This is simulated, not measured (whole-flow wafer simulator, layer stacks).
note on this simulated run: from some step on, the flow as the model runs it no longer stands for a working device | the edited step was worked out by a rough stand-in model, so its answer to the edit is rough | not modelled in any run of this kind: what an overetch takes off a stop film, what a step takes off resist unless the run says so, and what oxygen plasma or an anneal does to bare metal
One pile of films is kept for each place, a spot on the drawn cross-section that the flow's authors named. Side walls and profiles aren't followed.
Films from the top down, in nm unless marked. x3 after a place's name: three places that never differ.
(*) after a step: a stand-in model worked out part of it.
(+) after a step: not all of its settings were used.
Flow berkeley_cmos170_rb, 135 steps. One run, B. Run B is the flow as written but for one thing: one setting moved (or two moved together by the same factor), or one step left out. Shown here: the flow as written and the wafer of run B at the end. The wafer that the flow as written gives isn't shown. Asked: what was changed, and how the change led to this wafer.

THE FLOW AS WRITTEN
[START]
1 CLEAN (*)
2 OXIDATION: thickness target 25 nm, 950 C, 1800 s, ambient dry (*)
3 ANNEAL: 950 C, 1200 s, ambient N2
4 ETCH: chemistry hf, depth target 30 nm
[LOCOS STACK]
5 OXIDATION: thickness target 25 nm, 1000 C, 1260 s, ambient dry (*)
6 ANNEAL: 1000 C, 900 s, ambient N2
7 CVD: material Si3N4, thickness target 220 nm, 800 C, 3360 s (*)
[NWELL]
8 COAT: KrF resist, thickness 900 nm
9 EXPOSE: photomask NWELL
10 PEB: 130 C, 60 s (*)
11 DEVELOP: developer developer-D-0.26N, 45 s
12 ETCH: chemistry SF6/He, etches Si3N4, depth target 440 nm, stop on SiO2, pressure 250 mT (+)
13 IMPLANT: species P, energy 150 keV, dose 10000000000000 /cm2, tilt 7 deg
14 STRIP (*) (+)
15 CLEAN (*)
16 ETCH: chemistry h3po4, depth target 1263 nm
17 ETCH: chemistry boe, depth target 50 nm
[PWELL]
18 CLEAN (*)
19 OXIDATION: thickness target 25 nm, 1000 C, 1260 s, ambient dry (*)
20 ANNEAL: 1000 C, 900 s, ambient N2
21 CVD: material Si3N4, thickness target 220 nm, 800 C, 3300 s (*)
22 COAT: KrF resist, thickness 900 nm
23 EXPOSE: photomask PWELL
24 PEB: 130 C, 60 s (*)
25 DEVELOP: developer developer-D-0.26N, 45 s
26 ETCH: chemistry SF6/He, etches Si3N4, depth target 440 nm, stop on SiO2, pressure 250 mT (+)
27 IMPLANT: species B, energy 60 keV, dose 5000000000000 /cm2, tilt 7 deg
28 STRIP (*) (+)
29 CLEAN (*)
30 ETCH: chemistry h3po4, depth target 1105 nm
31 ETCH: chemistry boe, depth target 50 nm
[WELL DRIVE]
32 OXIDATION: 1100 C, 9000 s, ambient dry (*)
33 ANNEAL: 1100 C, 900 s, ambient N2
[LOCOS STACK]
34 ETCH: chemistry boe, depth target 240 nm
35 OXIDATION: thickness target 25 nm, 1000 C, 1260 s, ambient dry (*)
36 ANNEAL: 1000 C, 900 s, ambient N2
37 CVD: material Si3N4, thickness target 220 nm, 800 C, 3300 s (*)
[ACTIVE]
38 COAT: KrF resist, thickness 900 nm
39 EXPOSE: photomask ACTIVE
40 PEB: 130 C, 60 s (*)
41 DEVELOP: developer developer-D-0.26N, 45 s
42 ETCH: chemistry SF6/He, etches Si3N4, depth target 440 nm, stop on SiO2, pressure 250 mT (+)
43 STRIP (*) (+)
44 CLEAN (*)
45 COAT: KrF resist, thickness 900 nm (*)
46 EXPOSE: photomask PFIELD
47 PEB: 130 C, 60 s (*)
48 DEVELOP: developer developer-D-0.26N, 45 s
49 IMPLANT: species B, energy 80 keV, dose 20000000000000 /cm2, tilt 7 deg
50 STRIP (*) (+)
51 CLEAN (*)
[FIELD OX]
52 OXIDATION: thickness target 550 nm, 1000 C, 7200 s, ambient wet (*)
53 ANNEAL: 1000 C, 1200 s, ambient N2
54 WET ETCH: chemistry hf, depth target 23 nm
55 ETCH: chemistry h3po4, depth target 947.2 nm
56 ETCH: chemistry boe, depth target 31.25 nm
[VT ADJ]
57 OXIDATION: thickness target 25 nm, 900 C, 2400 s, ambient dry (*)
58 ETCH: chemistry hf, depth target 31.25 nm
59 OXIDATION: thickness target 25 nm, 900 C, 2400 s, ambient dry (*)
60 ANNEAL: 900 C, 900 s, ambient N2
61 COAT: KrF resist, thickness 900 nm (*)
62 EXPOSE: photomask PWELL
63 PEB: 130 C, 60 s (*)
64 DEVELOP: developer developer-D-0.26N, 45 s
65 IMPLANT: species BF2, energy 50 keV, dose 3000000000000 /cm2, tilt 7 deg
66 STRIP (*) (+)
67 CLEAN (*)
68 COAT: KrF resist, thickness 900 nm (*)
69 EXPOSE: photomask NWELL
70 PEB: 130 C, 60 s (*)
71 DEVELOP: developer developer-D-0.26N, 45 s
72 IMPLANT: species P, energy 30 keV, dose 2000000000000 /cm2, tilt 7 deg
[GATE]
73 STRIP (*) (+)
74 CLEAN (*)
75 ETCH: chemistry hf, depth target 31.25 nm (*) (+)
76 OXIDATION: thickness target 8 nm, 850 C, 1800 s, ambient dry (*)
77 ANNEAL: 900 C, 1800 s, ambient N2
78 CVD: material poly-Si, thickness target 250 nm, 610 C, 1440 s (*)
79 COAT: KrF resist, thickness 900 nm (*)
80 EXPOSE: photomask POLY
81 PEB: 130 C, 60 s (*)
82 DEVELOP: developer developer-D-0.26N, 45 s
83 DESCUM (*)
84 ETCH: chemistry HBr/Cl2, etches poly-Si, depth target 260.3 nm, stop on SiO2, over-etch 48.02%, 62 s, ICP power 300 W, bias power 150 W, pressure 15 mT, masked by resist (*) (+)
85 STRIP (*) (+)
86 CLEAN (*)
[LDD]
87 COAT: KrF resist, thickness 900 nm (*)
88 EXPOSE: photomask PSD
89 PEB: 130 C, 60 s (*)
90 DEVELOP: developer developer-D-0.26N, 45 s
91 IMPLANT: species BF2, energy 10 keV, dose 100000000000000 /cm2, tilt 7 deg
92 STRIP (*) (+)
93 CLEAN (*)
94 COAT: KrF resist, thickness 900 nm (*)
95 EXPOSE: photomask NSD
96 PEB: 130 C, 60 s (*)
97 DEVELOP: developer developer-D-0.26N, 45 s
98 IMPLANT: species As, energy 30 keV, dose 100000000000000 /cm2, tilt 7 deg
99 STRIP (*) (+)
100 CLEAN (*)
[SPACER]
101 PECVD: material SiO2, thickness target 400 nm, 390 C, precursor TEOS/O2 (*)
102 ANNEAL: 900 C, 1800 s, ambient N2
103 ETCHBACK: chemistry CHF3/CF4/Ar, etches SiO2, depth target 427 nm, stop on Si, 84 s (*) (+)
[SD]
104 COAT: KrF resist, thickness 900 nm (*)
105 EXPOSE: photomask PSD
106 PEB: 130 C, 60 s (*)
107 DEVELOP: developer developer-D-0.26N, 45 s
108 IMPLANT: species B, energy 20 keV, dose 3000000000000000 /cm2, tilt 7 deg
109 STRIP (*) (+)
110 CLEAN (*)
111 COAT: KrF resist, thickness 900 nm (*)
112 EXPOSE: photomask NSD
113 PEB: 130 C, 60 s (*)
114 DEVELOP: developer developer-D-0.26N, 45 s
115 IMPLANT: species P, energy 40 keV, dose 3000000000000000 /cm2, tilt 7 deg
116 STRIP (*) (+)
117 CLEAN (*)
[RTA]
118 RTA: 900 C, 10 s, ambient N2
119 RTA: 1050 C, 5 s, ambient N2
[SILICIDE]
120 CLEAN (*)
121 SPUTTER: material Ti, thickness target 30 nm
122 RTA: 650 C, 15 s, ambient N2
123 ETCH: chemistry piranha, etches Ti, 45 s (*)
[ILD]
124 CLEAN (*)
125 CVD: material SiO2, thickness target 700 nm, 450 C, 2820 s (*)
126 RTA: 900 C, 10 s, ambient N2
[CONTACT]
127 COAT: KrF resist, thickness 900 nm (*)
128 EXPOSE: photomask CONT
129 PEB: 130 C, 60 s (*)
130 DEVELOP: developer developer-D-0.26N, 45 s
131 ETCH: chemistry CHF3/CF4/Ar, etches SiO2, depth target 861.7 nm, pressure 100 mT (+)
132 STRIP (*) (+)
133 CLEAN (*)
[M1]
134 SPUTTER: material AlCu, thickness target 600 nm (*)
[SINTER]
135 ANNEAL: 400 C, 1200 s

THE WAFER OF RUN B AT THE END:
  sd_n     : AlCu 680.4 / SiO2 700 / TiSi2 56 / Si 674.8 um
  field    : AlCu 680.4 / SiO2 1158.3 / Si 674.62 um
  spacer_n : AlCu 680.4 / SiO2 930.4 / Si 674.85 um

The cause: step 134, SPUTTER: thickness target 680.4 nm was run, where the flow has thickness target 600 nm.
It can be read off the wafer: sd_n has AlCu 680.4, and step 134 as written asks for 600 nm.

How the change led to this, step by step:
  134 SPUTTER: material AlCu, thickness target 600 nm (*)
      field, sd_n, spacer_n, gate, spacer_p, gate_p, m1: AlCu +680.4 (new film) (as written it would be: AlCu +600 (new film))
      sd_p: AlCu +623 (new film) (as written it would be: AlCu +545.9 (new film))
      (and at 1 more place)
